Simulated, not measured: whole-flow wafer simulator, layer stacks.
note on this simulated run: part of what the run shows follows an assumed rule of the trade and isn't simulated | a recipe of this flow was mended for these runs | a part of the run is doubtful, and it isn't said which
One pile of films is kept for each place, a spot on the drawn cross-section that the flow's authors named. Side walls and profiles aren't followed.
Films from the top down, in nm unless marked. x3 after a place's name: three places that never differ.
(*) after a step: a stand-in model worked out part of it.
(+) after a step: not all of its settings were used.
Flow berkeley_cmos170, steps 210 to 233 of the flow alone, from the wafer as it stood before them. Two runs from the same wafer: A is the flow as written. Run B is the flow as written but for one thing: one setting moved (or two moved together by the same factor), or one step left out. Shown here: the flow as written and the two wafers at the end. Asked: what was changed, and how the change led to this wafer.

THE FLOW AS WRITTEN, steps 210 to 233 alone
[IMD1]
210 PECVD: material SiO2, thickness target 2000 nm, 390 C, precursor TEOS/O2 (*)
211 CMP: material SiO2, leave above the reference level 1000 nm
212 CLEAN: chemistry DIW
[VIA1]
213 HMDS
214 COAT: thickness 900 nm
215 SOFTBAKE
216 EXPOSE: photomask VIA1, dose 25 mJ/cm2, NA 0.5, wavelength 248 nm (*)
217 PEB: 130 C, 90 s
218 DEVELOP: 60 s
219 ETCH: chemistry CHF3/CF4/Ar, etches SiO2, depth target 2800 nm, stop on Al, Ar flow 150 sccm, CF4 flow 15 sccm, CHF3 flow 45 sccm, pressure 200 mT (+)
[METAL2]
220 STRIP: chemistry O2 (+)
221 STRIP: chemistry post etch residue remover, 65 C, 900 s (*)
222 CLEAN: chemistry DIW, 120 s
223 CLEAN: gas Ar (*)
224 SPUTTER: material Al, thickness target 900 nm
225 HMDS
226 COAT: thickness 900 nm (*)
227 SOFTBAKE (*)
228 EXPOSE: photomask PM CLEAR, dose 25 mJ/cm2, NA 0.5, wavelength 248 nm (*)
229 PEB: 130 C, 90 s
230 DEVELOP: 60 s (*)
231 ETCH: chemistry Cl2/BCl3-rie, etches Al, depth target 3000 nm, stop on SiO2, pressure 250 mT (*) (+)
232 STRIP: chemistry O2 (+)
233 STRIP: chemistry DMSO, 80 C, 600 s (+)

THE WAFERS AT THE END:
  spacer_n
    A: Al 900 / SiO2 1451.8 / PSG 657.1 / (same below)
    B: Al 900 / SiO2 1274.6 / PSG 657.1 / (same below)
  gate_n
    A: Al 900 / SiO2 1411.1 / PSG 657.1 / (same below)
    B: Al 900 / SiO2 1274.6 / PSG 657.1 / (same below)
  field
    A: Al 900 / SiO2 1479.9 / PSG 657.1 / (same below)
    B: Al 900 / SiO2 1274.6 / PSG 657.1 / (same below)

The cause: step 210, PECVD: thickness target 1280 nm was run, where the flow has thickness target 2000 nm; step 231, ETCH: depth target 1920 nm was run, where the flow has depth target 3000 nm.

How the change led to this, step by step:
  210 PECVD: material SiO2, thickness target 2000 nm, 390 C, precursor TEOS/O2 (*)
      field, mark, sd_n and 8 more: A SiO2 +2000 (new film) | B SiO2 +1280 (new film)
      sd_p: A SiO2 +1975.9 (new film) | B SiO2 +1265.6 (new film)
      (and at 1 more place)
  211 CMP: material SiO2, leave above the reference level 1000 nm
      spacer_n, spacer_p: A SiO2 -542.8 | B nothing
      gate_n, gate_p: A SiO2 -583.6 | B nothing
      (and at 9 more places)
  214 COAT: thickness 900 nm
      sd_n: A KrF-resist +900 (new film) | B KrF-resist +1034.4 (new film)
      spacer_n: A KrF-resist +900 (new film) | B KrF-resist +866.1 (new film)
      (and at 9 more places)
  217 PEB: 130 C, 90 s
      contact: A KrF-resist -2 | B KrF-resist -3.43
  218 DEVELOP: 60 s
      via1: A KrF-resist -898 (all of it) | B KrF-resist -822.9 (all of it)
  220 STRIP: chemistry O2 (+)
      sd_n: A KrF-resist -607.6 (all of it) | B KrF-resist -741.7 (all of it)
      spacer_n: A KrF-resist -607.6 (all of it) | B KrF-resist -573.9 (all of it)
      (and at 8 more places)
  224 SPUTTER: material Al, thickness target 900 nm
      sd_p: A Al +900 (new film) | B Al +865 (new film)
      contact: A Al +900 (new film) | B Al +780.8 (new film)
  226 COAT: thickness 900 nm (*)
      sd_n: A KrF-resist +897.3 (new film) | B KrF-resist +1050.2 (new film)
      spacer_n: A KrF-resist +899.9 (new film) | B KrF-resist +866.3 (new film)
      (and at 9 more places)
  229 PEB: 130 C, 90 s
      contact: A KrF-resist -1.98 | B KrF-resist -3.74
      via1: A KrF-resist -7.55 | B KrF-resist -7.02
  232 STRIP: chemistry O2 (+)
      field: A KrF-resist -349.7 (all of it) | B KrF-resist -341.2 (all of it)
      sd_n: A KrF-resist -347 (all of it) | B KrF-resist -499.5 (all of it)
      (and at 10 more places)
